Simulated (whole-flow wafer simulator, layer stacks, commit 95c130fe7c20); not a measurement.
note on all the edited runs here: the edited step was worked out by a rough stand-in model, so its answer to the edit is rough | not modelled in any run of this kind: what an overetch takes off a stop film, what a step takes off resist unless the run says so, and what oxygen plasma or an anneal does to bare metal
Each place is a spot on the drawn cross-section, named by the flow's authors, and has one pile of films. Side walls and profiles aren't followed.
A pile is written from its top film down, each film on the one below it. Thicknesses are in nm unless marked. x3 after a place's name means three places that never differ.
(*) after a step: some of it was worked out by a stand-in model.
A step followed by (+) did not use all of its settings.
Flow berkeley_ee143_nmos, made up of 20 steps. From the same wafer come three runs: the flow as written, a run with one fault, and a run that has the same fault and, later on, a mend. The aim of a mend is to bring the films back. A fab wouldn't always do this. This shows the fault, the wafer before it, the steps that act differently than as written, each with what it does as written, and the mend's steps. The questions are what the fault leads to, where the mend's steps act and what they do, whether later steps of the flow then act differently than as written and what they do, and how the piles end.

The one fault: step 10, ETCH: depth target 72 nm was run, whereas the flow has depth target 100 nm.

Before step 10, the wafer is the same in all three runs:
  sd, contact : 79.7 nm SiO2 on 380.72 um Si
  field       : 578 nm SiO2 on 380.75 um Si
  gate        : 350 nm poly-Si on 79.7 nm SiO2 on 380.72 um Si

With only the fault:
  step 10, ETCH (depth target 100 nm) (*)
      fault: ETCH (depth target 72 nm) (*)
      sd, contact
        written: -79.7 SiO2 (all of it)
        fault: -72 SiO2
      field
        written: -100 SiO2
        fault: -72 SiO2
  Steps further on in the flow that do not act as written (not shown: 1 more step that differs only slightly, by at most 2% or 0.5 nm, whichever is larger):
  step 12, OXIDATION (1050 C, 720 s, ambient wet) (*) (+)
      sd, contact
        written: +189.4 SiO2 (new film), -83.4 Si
        fault: +184.3 SiO2, -81.1 Si
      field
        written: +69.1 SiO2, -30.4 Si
        fault: +66.4 SiO2, -29.2 Si
  By the end, the piles at field depart from the flow's by more than 2% or 0.5 nm, whichever is larger.
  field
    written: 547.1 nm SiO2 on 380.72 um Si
    fault: 572.4 nm SiO2 on 380.72 um Si

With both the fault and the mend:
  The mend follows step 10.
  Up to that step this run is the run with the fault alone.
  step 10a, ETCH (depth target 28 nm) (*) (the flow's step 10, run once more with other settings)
      sd, contact
        -7.69 SiO2 (all of it)
      field
        -28 SiO2
  Every later step of the flow that is run acts as written at every place that is followed.
  By the end, the piles equal the flow's at every place that both follow.
